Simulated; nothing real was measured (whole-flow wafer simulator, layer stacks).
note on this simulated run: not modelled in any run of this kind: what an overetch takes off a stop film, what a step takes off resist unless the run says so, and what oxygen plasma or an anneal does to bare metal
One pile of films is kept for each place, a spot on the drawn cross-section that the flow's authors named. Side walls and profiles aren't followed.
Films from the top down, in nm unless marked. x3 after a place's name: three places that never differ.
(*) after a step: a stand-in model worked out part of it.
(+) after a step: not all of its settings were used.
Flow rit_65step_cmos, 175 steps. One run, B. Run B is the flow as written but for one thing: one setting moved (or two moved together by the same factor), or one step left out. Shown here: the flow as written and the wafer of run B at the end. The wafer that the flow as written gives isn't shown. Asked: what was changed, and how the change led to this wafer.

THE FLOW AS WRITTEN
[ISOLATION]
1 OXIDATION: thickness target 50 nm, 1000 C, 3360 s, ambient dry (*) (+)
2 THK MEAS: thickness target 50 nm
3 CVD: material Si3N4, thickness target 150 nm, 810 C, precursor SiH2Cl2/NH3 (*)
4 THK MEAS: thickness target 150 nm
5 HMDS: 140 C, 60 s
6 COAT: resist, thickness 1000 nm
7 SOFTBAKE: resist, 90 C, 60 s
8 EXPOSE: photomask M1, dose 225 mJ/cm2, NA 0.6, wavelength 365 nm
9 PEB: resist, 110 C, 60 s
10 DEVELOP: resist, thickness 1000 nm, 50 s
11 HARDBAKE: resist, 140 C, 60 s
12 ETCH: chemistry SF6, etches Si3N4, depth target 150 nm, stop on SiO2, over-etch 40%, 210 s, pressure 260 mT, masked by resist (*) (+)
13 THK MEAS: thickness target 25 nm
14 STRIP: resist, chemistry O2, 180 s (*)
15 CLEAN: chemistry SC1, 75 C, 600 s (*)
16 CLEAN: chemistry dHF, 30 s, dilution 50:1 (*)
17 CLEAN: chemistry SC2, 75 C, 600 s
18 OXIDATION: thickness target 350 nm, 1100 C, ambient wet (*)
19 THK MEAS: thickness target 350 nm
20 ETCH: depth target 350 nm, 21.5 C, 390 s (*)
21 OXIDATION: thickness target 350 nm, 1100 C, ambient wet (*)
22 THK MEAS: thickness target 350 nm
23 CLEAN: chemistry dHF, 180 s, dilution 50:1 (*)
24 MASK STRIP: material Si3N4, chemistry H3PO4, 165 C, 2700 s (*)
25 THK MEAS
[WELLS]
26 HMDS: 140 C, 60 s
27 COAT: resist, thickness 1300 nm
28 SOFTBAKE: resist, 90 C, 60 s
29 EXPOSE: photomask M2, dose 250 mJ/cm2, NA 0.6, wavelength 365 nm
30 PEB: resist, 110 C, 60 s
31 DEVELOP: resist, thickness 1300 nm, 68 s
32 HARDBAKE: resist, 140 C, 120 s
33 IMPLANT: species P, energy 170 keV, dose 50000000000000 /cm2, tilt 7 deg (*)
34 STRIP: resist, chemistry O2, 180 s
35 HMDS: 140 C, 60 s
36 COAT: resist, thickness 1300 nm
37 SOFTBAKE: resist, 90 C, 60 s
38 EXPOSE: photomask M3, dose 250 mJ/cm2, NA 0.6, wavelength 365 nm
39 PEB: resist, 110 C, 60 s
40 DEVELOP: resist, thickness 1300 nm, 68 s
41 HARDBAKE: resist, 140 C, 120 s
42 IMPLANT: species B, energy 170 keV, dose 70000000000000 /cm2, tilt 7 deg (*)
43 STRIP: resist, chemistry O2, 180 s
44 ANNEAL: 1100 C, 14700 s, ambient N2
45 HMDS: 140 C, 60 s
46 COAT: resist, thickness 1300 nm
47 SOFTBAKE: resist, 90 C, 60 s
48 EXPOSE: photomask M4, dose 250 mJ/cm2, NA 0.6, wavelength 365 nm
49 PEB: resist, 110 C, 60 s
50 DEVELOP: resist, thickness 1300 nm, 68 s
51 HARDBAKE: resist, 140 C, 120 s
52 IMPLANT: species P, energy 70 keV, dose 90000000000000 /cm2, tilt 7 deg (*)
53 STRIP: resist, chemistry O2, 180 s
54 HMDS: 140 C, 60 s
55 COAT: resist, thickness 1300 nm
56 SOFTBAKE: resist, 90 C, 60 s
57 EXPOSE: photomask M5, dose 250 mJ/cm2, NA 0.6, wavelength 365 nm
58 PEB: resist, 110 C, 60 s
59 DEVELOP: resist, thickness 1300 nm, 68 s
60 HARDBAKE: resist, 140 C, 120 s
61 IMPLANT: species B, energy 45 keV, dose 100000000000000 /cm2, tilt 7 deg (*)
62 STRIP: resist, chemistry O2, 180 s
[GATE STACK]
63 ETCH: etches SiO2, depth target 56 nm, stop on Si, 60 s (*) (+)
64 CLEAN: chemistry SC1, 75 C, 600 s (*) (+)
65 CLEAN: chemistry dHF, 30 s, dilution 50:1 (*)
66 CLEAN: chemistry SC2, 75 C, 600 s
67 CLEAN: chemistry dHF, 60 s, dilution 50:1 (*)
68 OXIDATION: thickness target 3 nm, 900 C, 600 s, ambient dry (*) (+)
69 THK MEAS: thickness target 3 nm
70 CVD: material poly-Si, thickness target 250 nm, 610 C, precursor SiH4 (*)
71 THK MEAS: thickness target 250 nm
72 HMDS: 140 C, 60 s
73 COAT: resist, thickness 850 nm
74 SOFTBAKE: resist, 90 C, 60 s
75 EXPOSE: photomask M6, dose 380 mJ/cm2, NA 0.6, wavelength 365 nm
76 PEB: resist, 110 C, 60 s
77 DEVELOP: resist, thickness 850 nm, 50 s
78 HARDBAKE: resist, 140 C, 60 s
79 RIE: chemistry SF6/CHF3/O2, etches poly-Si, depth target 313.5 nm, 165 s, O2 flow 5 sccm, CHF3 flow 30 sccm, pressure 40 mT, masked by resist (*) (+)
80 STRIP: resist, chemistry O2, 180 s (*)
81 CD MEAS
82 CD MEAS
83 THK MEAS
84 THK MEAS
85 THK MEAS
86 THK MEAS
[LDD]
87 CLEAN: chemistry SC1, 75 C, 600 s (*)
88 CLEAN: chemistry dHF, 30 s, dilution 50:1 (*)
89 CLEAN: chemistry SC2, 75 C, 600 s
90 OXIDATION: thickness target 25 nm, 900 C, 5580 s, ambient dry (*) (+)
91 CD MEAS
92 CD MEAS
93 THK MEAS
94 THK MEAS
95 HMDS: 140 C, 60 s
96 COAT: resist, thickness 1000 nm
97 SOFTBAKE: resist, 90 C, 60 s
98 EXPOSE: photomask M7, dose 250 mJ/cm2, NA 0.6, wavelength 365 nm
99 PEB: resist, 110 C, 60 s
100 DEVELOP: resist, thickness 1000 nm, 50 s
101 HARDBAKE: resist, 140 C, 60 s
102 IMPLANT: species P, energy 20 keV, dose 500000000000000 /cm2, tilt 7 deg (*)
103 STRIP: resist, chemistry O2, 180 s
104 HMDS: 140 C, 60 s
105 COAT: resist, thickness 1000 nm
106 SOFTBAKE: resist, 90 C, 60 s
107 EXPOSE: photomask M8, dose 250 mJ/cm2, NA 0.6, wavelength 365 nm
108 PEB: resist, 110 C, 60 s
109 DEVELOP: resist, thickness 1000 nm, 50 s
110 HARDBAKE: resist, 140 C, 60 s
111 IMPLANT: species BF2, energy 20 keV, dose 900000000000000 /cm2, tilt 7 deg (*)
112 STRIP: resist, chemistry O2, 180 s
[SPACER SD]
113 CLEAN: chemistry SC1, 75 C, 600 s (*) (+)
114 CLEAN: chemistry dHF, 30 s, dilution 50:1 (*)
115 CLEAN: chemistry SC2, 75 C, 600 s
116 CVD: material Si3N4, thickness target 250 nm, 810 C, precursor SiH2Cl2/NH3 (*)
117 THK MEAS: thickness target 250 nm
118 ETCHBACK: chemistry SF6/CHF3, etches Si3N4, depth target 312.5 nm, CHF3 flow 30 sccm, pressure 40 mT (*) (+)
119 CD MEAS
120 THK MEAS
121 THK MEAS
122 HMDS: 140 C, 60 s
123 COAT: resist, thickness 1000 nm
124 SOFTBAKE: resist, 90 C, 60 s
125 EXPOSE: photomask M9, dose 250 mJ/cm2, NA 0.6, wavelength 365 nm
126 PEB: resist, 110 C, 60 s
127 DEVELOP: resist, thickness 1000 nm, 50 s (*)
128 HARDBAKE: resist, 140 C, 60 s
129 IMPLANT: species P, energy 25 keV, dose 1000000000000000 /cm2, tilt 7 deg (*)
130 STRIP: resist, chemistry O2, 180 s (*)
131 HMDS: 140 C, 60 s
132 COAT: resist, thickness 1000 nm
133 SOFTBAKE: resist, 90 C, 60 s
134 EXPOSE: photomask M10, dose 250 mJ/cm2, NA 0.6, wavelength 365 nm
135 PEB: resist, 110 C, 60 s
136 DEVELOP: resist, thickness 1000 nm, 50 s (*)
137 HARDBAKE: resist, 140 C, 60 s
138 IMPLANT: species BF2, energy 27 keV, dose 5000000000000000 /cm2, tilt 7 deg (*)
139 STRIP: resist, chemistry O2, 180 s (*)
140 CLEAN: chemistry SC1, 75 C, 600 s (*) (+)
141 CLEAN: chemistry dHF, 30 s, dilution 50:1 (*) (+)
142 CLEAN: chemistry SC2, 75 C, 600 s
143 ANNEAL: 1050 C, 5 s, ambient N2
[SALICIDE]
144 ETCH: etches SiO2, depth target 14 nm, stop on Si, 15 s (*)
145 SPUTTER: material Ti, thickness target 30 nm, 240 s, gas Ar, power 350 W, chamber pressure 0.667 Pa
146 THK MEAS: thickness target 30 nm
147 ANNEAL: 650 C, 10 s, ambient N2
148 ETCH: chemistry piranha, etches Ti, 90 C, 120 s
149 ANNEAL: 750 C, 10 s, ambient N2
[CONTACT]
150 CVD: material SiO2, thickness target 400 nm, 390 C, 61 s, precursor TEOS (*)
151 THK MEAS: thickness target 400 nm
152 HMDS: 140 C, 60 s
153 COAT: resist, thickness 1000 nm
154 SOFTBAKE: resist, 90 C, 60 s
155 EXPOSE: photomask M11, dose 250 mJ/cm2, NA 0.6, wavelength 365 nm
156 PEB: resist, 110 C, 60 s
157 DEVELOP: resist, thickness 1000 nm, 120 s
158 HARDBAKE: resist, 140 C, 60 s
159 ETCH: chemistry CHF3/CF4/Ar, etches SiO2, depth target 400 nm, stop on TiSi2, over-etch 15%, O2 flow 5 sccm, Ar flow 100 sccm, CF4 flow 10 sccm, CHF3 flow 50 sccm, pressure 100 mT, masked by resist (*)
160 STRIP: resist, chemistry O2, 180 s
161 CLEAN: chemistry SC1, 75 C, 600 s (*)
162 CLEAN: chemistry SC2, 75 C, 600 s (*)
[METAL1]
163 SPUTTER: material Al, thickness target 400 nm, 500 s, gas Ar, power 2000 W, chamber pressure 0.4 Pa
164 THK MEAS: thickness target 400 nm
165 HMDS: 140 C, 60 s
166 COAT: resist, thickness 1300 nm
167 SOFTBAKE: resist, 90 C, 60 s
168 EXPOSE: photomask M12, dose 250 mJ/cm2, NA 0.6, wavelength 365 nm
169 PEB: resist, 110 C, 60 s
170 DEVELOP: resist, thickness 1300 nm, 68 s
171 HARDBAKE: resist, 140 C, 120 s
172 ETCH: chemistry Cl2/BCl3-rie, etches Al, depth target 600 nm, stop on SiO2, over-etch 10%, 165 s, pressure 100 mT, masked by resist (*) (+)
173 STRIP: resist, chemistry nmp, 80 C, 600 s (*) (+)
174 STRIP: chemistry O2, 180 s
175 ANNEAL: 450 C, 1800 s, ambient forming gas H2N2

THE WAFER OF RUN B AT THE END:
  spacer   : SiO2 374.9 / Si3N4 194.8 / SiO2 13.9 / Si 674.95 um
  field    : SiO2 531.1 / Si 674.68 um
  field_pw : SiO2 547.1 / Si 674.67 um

The cause: step 163, SPUTTER: power 2460 W was run, where the flow has power 2000 W.

How the change led to this, step by step:
  163 SPUTTER: material Al, thickness target 400 nm, 500 s, gas Ar, power 2000 W, chamber pressure 0.4 Pa
      field, field_pw, field_p, spacer, spacer_p: Al +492 (new film) (as written it would be: Al +400 (new film))
      gate_n, gate_p: Al +480.9 (new film) (as written it would be: Al +396 (new film))
      (and at 1 more place)
  172 ETCH: chemistry Cl2/BCl3-rie, etches Al, depth target 600 nm, stop on SiO2, over-etch 10%, 165 s, pressure 100 mT, masked by resist (*) (+)
      field, field_pw, field_p, spacer, spacer_p: Al -492 (all of it), SiO2 -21 (as written it would be: Al -400 (all of it), SiO2 -32.5)
      gate_n, gate_p: Al -480.9 (all of it), SiO2 -22.4 (as written it would be: Al -396 (all of it), SiO2 -33)
      (and at 1 more place)
